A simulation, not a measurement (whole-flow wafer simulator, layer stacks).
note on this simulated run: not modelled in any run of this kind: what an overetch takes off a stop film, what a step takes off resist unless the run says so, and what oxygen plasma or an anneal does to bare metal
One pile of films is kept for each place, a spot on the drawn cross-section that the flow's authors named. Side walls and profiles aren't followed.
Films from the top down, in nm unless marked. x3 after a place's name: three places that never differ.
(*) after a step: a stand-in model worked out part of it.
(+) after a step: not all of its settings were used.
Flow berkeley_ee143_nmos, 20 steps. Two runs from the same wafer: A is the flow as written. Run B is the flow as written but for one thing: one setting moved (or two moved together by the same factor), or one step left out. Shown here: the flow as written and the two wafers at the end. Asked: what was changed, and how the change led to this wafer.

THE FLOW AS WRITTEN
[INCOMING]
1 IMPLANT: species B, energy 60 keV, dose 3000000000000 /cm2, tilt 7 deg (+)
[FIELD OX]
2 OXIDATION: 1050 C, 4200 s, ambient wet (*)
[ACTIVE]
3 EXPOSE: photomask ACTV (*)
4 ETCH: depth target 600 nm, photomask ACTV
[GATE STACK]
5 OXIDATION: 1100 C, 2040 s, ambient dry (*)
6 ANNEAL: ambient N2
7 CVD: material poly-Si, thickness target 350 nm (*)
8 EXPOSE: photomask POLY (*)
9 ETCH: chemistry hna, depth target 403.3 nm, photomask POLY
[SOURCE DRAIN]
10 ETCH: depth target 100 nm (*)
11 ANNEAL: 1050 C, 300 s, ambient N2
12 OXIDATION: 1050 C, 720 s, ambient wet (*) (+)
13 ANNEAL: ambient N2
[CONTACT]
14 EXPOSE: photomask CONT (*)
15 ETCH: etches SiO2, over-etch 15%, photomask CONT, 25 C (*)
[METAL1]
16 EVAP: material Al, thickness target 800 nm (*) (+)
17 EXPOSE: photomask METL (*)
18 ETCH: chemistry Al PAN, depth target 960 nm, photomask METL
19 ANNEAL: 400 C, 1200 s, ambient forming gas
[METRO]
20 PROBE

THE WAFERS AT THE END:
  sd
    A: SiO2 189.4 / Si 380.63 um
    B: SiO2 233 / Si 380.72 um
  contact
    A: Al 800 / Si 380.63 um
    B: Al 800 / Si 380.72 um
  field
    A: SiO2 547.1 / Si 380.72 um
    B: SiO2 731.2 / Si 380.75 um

The cause: step 9, ETCH: depth target 282.6 nm was run, where the flow has depth target 403.3 nm.

How the change led to this, step by step:
  9 ETCH: chemistry hna, depth target 403.3 nm, photomask POLY
      sd, contact, field: A poly-Si -350 (all of it) | B poly-Si -282.6
  10 ETCH: depth target 100 nm (*)
      sd, contact: A SiO2 -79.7 (all of it) | B nothing
      field: A SiO2 -100 | B nothing
  12 OXIDATION: 1050 C, 720 s, ambient wet (*) (+)
      sd, contact: A SiO2 +189.4 (new film), Si -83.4 | B poly-Si -67.4 (all of it), SiO2 +153.3
      field: A SiO2 +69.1, Si -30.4 | B poly-Si -67.4 (all of it), SiO2 +153.3
  15 ETCH: etches SiO2, over-etch 15%, photomask CONT, 25 C (*)
      contact: A SiO2 -189.4 (all of it) | B SiO2 -233 (all of it)
